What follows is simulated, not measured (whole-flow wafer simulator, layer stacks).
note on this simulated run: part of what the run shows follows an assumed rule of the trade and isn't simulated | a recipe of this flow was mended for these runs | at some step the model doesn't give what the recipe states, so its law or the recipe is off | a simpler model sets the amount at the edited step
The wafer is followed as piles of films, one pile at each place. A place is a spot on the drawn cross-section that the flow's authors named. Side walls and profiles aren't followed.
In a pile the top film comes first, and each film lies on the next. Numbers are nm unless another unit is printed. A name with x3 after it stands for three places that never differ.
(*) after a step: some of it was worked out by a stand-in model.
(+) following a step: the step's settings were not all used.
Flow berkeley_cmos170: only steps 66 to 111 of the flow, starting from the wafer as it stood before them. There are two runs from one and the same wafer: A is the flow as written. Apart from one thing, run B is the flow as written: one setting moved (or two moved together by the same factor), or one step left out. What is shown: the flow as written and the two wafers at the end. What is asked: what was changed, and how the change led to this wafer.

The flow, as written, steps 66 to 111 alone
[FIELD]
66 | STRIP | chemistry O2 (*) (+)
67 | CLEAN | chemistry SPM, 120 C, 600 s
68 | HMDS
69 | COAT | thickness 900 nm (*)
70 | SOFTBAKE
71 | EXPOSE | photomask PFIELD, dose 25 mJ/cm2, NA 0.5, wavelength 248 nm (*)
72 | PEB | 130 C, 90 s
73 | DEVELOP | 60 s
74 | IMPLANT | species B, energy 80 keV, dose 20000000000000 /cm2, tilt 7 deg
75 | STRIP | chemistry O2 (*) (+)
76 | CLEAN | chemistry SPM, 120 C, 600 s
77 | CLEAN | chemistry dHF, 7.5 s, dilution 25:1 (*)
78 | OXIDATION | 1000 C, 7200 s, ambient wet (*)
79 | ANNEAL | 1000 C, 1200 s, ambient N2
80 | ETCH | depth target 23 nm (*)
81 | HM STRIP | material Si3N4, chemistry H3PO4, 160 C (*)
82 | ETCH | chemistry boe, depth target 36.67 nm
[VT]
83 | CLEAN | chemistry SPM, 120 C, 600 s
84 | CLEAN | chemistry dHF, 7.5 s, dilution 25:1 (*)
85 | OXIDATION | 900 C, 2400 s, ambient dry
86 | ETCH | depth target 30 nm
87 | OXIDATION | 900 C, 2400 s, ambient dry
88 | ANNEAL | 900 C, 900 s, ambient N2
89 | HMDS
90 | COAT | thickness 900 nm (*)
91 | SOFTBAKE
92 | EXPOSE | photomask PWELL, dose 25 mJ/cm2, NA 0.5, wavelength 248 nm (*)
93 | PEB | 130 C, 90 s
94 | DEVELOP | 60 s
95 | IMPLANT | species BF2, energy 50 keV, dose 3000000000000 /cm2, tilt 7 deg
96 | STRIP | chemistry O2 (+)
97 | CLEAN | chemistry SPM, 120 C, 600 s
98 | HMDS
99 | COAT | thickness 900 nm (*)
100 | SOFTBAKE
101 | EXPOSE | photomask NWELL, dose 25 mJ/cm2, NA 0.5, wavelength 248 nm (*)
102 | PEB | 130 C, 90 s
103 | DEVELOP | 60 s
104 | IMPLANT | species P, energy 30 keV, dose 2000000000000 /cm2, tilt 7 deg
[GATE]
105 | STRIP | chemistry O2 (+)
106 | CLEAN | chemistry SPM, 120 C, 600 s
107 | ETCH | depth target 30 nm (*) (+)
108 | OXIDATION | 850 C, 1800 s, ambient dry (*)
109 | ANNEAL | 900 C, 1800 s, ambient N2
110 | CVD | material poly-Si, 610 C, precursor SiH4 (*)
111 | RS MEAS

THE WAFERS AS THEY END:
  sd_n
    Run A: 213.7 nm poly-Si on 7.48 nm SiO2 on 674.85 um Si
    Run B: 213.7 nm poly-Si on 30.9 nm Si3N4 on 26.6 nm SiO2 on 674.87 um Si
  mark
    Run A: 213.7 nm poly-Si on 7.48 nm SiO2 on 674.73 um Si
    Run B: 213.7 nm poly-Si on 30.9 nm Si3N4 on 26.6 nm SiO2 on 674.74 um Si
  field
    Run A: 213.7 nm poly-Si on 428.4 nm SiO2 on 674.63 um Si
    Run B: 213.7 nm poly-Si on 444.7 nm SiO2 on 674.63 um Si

Cause: step 81, HM STRIP: 128 C was run, while the flow as written has 160 C.

Step by step, how the change led to this:
  81 | HM STRIP | material Si3N4, chemistry H3PO4, 160 C (*)
      mark, sd_n, spacer_n and 9 more: A Si3N4 loses 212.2 (all of it), SiO2 loses 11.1 | B Si3N4 loses 177.7
      field: A SiO2 loses 17.7 | B SiO2 loses 1.37
  82 | ETCH | chemistry boe, depth target 36.67 nm
      mark, sd_n, spacer_n and 9 more: A SiO2 loses 15.5 (all of it) | B Si3N4 loses 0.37
  83 | CLEAN | chemistry SPM, 120 C, 600 s
      mark, sd_n, spacer_n and 9 more: A chemical SiO2 gains 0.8 (new film), Si loses 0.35 | B nothing
  84 | CLEAN | chemistry dHF, 7.5 s, dilution 25:1 (*)
      mark, sd_n, spacer_n and 9 more: A chemical SiO2 loses 0.8 (all of it) | B Si3N4 loses 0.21
  85 | OXIDATION | 900 C, 2400 s, ambient dry
      mark, sd_n, spacer_n and 9 more: A SiO2 gains 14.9 (new film), Si loses 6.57 | B nothing
  86 | ETCH | depth target 30 nm
      mark, sd_n, spacer_n and 9 more: A SiO2 loses 14.9 (all of it) | B Si3N4 loses 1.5
  87 | OXIDATION | 900 C, 2400 s, ambient dry
      mark, sd_n, spacer_n and 9 more: A SiO2 gains 14.9 (new film), Si loses 6.57 | B nothing
  90 | COAT | thickness 900 nm (*)
      sd_n: A KrF-resist gains 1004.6 (new film) | B KrF-resist gains 984.2 (new film)
  94 | DEVELOP | 60 s
      sd_n: A KrF-resist loses 1002.3 (all of it) | B KrF-resist loses 982 (all of it)
  99 | COAT | thickness 900 nm (*)
      sd_n: A KrF-resist gains 1004.6 (new film) | B KrF-resist gains 984.2 (new film)
  105 | STRIP | chemistry O2 (+)
      sd_n: A KrF-resist loses 987.4 (all of it) | B KrF-resist loses 967.1 (all of it)
  107 | ETCH | depth target 30 nm (*) (+)
      mark, sd_n, spacer_n and 9 more: A SiO2 loses 14.9 (all of it) | B Si3N4 loses 1.5
  108 | OXIDATION | 850 C, 1800 s, ambient dry (*)
      mark, sd_n, spacer_n and 9 more: A SiO2 gains 7.48 (new film), Si loses 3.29 | B nothing
